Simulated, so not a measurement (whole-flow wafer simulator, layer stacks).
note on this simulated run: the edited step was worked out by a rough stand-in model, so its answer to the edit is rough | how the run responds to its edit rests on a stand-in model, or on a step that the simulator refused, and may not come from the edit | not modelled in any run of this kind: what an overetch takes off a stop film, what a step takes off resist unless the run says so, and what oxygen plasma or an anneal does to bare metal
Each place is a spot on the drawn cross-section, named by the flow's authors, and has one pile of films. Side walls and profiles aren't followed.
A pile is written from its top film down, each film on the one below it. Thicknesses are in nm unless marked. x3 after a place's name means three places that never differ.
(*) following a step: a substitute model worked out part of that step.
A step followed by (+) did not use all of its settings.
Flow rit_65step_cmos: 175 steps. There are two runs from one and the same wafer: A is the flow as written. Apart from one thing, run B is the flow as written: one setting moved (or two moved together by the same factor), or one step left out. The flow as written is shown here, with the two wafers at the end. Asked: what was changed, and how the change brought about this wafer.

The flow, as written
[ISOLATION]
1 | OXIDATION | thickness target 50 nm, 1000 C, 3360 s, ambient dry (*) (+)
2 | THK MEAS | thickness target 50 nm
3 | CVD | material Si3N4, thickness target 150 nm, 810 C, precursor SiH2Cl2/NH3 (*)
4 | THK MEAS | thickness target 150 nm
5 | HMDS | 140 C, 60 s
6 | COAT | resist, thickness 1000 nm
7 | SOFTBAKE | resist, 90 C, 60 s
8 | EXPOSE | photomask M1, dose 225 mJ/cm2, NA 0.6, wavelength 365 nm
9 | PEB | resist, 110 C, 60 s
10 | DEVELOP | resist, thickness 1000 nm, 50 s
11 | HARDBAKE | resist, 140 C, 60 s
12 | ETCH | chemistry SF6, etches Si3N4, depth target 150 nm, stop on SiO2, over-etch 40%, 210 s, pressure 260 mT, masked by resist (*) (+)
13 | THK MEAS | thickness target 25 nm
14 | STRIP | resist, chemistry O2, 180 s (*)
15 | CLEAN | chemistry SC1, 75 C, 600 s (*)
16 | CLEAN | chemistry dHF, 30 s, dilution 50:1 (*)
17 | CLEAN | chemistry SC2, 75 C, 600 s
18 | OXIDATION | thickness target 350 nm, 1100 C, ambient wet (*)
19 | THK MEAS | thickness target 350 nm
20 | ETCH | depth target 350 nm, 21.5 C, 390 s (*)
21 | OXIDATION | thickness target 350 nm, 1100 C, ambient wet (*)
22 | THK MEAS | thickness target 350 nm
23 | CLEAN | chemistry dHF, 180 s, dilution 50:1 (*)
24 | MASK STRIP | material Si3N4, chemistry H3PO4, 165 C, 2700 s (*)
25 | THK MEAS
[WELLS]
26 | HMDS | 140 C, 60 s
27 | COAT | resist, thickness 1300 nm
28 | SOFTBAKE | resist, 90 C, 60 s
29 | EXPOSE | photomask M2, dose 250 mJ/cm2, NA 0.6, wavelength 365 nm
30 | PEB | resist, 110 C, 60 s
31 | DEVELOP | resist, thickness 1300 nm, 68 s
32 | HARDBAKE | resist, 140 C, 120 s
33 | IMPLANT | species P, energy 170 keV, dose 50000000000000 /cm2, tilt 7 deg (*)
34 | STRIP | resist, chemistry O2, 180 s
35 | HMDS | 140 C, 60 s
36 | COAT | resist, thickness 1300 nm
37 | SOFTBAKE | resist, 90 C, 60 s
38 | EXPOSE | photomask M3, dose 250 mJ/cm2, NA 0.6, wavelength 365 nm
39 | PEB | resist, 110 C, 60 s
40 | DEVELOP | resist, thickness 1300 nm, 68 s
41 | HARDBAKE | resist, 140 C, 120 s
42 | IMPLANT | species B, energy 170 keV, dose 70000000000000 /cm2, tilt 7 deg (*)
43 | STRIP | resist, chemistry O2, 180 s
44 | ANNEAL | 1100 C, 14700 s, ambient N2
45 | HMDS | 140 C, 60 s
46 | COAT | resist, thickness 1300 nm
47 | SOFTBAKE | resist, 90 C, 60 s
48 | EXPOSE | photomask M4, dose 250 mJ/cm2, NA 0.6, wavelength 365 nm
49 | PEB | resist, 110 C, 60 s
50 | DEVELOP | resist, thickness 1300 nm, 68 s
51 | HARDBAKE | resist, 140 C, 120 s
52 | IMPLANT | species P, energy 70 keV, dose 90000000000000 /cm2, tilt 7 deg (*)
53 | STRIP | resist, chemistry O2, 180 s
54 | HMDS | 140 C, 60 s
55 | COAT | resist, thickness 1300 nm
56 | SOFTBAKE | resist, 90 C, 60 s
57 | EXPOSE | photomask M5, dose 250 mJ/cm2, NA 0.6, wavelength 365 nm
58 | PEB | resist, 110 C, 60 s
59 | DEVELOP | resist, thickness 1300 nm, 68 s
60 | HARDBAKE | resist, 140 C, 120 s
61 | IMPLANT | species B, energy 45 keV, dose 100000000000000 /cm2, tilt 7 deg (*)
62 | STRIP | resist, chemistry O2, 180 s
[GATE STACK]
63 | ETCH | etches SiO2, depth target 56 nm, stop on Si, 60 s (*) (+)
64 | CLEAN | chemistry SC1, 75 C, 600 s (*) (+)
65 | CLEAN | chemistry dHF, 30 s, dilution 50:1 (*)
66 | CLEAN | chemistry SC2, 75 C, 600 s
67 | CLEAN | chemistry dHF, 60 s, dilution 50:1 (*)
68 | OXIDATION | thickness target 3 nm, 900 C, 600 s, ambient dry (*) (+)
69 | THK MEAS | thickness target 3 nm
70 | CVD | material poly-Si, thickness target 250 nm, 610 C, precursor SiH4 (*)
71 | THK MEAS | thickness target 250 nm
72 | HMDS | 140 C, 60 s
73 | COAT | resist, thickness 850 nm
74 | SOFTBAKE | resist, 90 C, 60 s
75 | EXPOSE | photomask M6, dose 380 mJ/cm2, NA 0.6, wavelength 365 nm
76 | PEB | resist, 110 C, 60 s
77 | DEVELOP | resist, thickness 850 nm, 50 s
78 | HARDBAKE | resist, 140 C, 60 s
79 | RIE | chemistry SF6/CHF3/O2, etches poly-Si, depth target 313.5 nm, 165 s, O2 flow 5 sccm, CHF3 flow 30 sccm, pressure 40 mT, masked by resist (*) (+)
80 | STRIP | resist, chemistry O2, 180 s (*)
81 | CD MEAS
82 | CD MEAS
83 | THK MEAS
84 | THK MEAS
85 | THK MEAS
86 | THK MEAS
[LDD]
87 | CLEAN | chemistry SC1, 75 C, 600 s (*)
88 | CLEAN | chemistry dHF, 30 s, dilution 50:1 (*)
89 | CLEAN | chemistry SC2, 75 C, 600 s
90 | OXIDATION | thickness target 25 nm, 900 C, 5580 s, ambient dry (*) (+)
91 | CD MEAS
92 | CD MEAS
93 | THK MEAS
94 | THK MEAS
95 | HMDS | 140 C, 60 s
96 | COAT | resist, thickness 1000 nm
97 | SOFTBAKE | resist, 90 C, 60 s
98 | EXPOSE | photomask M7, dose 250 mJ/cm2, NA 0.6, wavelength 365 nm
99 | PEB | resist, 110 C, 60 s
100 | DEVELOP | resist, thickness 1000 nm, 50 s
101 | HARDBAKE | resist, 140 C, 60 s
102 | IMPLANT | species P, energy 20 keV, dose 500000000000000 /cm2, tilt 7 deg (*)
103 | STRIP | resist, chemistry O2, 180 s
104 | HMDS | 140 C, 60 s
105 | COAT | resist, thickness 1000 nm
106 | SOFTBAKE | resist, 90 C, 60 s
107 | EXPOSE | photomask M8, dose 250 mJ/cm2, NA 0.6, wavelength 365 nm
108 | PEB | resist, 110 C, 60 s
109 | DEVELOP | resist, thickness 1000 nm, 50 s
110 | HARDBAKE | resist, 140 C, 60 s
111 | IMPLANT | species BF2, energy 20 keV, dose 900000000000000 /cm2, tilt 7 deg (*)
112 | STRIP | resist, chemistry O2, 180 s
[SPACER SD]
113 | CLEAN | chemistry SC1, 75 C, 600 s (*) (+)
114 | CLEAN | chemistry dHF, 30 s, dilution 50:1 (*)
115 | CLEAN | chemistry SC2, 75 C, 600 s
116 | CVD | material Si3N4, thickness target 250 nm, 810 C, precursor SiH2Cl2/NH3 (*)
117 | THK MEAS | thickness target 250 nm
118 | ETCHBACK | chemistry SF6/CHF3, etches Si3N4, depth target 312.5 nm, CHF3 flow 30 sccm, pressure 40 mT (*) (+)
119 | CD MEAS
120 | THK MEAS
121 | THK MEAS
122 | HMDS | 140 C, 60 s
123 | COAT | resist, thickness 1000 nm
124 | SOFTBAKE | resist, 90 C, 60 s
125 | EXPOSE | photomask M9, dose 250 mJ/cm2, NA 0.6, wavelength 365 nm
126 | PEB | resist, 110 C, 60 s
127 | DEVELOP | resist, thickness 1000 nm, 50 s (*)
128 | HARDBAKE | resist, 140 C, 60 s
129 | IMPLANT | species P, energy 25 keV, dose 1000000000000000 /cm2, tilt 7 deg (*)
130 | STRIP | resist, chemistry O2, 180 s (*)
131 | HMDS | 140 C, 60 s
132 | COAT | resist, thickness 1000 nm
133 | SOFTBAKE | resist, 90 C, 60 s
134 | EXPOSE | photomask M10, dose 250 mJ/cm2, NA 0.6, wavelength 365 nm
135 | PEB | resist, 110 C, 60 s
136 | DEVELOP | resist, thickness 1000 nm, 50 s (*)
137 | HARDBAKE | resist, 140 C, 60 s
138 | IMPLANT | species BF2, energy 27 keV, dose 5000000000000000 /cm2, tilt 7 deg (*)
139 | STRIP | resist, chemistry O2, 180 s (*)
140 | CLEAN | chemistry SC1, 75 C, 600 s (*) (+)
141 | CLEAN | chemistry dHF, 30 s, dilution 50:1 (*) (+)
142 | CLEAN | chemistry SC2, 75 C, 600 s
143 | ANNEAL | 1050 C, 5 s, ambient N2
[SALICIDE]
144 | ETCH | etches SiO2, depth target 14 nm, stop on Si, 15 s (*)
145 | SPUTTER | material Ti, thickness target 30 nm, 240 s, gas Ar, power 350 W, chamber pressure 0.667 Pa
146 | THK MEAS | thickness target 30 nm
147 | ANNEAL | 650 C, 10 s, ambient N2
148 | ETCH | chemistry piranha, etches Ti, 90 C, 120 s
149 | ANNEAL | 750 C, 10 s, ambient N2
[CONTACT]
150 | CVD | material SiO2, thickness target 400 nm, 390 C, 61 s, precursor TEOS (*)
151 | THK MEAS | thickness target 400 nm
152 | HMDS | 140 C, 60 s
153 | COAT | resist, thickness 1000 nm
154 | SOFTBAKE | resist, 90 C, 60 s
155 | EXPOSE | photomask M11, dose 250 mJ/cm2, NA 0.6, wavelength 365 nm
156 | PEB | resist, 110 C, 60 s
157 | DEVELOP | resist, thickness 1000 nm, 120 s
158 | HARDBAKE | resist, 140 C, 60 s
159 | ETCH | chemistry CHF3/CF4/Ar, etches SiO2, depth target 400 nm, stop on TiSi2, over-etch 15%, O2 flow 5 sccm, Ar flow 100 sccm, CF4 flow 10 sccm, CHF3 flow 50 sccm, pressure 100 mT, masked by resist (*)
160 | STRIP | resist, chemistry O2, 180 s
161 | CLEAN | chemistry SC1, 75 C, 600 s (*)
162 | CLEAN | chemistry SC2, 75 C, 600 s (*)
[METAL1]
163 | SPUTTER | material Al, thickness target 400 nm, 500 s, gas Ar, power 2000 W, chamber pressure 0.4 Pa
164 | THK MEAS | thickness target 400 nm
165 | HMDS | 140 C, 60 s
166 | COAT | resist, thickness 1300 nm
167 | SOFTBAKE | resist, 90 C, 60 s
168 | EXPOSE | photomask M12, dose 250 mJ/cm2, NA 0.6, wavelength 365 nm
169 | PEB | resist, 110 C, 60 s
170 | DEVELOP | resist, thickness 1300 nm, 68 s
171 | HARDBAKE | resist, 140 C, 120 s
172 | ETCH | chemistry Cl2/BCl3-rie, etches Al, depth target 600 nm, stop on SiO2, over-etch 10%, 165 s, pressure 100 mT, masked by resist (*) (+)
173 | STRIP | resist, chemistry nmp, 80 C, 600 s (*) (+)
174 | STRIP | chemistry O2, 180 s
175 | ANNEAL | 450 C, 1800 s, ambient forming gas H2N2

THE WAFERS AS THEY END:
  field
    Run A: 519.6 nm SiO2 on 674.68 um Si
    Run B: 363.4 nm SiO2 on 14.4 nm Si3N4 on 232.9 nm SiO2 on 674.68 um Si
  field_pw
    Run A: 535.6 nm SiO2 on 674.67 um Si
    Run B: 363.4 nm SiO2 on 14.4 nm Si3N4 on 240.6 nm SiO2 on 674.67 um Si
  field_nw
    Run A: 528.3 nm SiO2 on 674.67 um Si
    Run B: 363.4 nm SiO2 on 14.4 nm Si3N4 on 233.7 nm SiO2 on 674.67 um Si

What caused this: step 118, ETCHBACK: depth target 234.4 nm was run, whereas the flow has depth target 312.5 nm.

The path from the change to this, step by step:
  118 | ETCHBACK | chemistry SF6/CHF3, etches Si3N4, depth target 312.5 nm, CHF3 flow 30 sccm, pressure 40 mT (*) (+)
      field, field_pw, field_nw, field_p: A -250 Si3N4 (all of it), -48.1 SiO2 | B -234.4 Si3N4
      gate_n: A -250 Si3N4 (all of it), -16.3 SiO2 (all of it), -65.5 poly-Si | B -234.4 Si3N4
      (as well as at 1 more place)
  123 | COAT | resist, thickness 1000 nm
      field: A +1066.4 resist (new film) | B +1044.1 resist (new film)
      field_p: A +1073.5 resist (new film) | B +1051.2 resist (new film)
      (as well as at 4 more places)
  126 | PEB | resist, 110 C, 60 s
      gate_n, gate_p: A -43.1 resist | B -40.1 resist
      field: A -55.6 resist | B -54.3 resist
      (as well as at 3 more places)
  127 | DEVELOP | resist, thickness 1000 nm, 50 s (*)
      field: A -1010.9 resist (all of it) | B -989.9 resist (all of it)
      gate_n: A -791.9 resist (all of it) | B -739.2 resist (all of it)
      (as well as at 1 more place)
  128 | HARDBAKE | resist, 140 C, 60 s
      field_nw: A -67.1 resist | B -65.7 resist
      field_p: A -68.8 resist | B -67.2 resist
      (as well as at 2 more places)
  130 | STRIP | resist, chemistry O2, 180 s (*)
      gate_n: A +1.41 chemical SiO2 (new film), -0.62 poly-Si | B nothing
      gate_p: A +1.31 chemical SiO2 (new film), -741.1 resist (all of it), -0.58 poly-Si | B -691.6 resist (all of it)
      (as well as at 2 more places)
  132 | COAT | resist, thickness 1000 nm
      field: A +1067 resist (new film) | B +1044.1 resist (new film)
      field_p: A +1074 resist (new film) | B +1051.2 resist (new film)
      (as well as at 4 more places)
  135 | PEB | resist, 110 C, 60 s
      gate_n, gate_p: A -43.1 resist | B -40.1 resist
      spacer, spacer_p: A -42 resist | B -40 resist
      (as well as at 2 more places)
  136 | DEVELOP | resist, thickness 1000 nm, 50 s (*)
      field_p: A -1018 resist (all of it) | B -996.5 resist (all of it)
      gate_p: A -792.8 resist (all of it) | B -739.4 resist (all of it)
      (as well as at 1 more place)
  137 | HARDBAKE | resist, 140 C, 60 s
      field: A -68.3 resist | B -66.3 resist
      field_nw: A -67.1 resist | B -65.7 resist
      (as well as at 2 more places)
  139 | STRIP | resist, chemistry O2, 180 s (*)
      gate_n: A -740 resist (all of it), +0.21 chemical SiO2, -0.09 poly-Si | B -691.3 resist (all of it)
      field: A -943.1 resist (all of it) | B -923.5 resist (all of it)
      (as well as at 1 more place)
  140 | CLEAN | chemistry SC1, 75 C, 600 s (*) (+)
      field, field_pw, field_nw, field_p: A -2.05 SiO2 | B -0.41 Si3N4
      gate_n, gate_p: A -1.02 chemical SiO2, -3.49 poly-Si | B -0.41 Si3N4
  141 | CLEAN | chemistry dHF, 30 s, dilution 50:1 (*) (+)
      field, field_p: A -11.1 SiO2 | B -0.43 Si3N4
      field_pw, field_nw: A -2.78 SiO2 | B -0.43 Si3N4
      (as well as at 2 more places)
  144 | ETCH | etches SiO2, depth target 14 nm, stop on Si, 15 s (*)
      field, field_pw, field_nw, field_p: A -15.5 SiO2 | B -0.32 Si3N4
  145 | SPUTTER | material Ti, thickness target 30 nm, 240 s, gas Ar, power 350 W, chamber pressure 0.667 Pa
      gate_n: A +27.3 Ti (new film) | B +30 Ti (new film)
      gate_p: A +27.2 Ti (new film) | B +30 Ti (new film)
  147 | ANNEAL | 650 C, 10 s, ambient N2
      gate_n: A -21.3 Ti, +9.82 TiSi first (new film), +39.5 TiSi2 C49 (new film), -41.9 poly-Si | B nothing
      gate_p: A -21.2 Ti, +9.56 TiSi first (new film), +39.6 TiSi2 C49 (new film), -41.9 poly-Si | B nothing
  ... another 9 steps ...
  170 | DEVELOP | resist, thickness 1300 nm, 68 s
      field: A -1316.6 resist (all of it) | B -1271.4 resist (all of it)
      field_pw: A -1285.5 resist (all of it) | B -1259.4 resist (all of it)
      (as well as at 6 more places)
